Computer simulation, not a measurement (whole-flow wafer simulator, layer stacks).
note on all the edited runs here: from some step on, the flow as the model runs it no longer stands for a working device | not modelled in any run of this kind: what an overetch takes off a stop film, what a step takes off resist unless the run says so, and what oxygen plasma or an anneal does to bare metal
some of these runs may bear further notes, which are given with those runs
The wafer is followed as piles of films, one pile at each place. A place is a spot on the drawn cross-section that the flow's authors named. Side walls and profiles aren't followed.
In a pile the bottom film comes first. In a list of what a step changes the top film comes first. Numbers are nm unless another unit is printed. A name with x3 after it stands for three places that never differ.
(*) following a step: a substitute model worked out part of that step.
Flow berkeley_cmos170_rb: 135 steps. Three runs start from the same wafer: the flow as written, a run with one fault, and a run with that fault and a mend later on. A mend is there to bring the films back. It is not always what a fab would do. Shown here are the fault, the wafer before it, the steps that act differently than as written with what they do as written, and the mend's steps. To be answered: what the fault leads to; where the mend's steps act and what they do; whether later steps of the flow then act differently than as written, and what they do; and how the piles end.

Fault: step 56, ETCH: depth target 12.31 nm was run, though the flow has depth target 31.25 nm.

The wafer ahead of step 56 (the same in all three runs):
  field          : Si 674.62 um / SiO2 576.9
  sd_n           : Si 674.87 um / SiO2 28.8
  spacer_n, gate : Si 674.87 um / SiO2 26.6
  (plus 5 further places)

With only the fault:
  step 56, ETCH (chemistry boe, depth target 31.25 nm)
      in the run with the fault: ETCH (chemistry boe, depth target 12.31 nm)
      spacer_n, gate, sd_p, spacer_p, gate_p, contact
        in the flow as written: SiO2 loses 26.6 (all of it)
        in the run with the fault: SiO2 loses 12.3
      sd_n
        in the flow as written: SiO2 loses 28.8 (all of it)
        in the run with the fault: SiO2 loses 12.3
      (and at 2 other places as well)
  Steps further on in the flow that do not act as written (31 more steps, not shown, differ only slightly: by at most 2% or 0.5 nm, whichever is larger):
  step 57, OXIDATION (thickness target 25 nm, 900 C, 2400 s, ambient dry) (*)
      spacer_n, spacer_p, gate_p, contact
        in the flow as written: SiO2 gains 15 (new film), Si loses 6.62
        in the run with the fault: SiO2 gains 11.2, Si loses 4.94
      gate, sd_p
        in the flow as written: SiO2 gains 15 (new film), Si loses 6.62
        in the run with the fault: SiO2 gains 11.2, Si loses 4.93
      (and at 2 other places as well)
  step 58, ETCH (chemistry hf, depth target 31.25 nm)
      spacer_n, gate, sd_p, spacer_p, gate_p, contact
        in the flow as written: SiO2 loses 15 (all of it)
        in the run with the fault: SiO2 loses 25.5 (all of it)
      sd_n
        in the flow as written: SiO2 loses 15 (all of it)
        in the run with the fault: SiO2 loses 27.3 (all of it)
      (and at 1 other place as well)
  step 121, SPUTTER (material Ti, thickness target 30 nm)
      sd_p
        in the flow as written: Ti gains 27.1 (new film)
        in the run with the fault: Ti gains 25.4 (new film)
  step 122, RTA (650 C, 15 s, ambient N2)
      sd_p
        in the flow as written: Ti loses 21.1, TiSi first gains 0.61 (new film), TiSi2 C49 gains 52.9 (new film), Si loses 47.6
        in the run with the fault: Ti loses 19.8, TiSi2 C49 gains 50.5 (new film), Si loses 45.1
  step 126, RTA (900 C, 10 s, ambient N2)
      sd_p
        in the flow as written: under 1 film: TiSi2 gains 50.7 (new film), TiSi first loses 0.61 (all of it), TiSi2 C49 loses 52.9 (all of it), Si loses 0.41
        in the run with the fault: under 1 film: TiSi2 gains 47.5 (new film), TiSi2 C49 loses 50.5 (all of it)
  The piles end different from the flow's at sd_p by more than 2% or 0.5 nm, whichever is larger.
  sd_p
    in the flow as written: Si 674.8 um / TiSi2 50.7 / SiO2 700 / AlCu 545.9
    in the run with the fault: Si 674.81 um / TiSi2 47.5 / SiO2 700 / AlCu 541.4

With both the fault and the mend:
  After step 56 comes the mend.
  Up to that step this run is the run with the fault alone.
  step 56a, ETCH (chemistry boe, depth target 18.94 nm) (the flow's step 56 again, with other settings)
      spacer_n, spacer_p, gate_p, contact
        SiO2 loses 14.2 (all of it)
      gate, sd_p
        SiO2 loses 14.3 (all of it)
      field
        SiO2 loses 18.9
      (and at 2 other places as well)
  Later steps of the flow that are run all act as written at every place that is followed, up to a difference of at most 2% or 0.5 nm, whichever is larger.
  At every place that both follow, the piles at the end match the flow's.
